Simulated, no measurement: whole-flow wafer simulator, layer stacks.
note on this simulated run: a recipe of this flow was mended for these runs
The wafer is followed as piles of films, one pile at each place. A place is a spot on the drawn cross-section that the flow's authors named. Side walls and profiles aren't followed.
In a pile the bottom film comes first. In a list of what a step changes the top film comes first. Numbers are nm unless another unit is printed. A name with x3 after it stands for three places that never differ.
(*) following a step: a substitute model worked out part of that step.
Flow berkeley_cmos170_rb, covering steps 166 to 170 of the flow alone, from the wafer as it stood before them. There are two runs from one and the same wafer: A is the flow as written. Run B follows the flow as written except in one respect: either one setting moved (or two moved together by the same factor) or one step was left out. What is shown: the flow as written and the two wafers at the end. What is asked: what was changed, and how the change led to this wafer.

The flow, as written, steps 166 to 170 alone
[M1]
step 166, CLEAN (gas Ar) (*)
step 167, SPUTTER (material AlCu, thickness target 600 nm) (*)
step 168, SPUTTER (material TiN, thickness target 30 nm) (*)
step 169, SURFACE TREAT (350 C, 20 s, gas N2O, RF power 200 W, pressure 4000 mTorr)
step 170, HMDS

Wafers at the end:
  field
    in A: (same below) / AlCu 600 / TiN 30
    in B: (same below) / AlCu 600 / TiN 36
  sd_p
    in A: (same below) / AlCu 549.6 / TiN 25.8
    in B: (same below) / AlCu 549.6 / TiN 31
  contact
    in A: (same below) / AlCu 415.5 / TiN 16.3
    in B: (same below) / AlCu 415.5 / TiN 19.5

Cause: step 168, SPUTTER: thickness target 36 nm was run, while the flow as written has thickness target 30 nm.
The wafer itself shows it: field has TiN 36, and step 168 as written asks for 30 nm.

Step by step, how the change led to this:
  step 168, SPUTTER (material TiN, thickness target 30 nm) (*)
      field, sd_n, spacer_n, gate, spacer_p, gate_p, m1: A +30 TiN (new film) | B +36 TiN (new film)
      sd_p: A +25.8 TiN (new film) | B +31 TiN (new film)
      (as well as at 1 more place)
